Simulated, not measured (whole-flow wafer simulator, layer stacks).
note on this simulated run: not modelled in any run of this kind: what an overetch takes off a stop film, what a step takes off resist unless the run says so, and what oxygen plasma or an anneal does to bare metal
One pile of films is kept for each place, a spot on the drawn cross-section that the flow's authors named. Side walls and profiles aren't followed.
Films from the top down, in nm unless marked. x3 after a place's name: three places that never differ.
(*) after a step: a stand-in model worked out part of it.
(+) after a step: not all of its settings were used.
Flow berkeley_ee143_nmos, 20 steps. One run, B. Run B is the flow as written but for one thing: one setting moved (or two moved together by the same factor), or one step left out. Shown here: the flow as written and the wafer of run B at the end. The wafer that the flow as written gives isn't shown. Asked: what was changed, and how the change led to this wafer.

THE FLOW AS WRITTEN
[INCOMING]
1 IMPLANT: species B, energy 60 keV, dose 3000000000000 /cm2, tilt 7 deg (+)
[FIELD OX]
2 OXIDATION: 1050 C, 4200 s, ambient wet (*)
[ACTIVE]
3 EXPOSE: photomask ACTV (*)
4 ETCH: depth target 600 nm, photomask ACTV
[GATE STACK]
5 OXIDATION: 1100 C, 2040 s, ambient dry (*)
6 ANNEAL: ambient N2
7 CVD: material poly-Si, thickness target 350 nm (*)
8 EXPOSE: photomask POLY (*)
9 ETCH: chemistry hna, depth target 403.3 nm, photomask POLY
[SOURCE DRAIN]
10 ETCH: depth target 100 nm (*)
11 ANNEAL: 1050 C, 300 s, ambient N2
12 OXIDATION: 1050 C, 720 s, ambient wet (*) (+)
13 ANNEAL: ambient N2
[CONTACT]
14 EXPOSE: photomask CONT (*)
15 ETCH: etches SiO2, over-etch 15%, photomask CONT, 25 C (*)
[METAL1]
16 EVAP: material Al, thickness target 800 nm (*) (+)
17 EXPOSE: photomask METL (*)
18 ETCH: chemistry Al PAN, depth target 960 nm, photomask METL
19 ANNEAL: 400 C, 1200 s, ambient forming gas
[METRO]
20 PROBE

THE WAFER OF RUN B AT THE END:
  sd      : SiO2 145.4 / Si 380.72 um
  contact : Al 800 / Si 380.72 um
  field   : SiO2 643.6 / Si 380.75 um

The cause: step 9, ETCH: depth target 321.1 nm was run, where the flow has depth target 403.3 nm.

How the change led to this, step by step:
  9 ETCH: chemistry hna, depth target 403.3 nm, photomask POLY
      sd, contact, field: poly-Si -321.1 (as written it would be: poly-Si -350 (all of it))
  10 ETCH: depth target 100 nm (*)
      sd, contact: nothing (as written it would be: SiO2 -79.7 (all of it))
      field: nothing (as written it would be: SiO2 -100)
  12 OXIDATION: 1050 C, 720 s, ambient wet (*) (+)
      sd, contact: poly-Si -28.9 (all of it), SiO2 +65.7 (as written it would be: SiO2 +189.4 (new film), Si -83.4)
      field: poly-Si -28.9 (all of it), SiO2 +65.7 (as written it would be: SiO2 +69.1, Si -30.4)
  15 ETCH: etches SiO2, over-etch 15%, photomask CONT, 25 C (*)
      contact: SiO2 -145.4 (all of it) (as written it would be: SiO2 -189.4 (all of it))
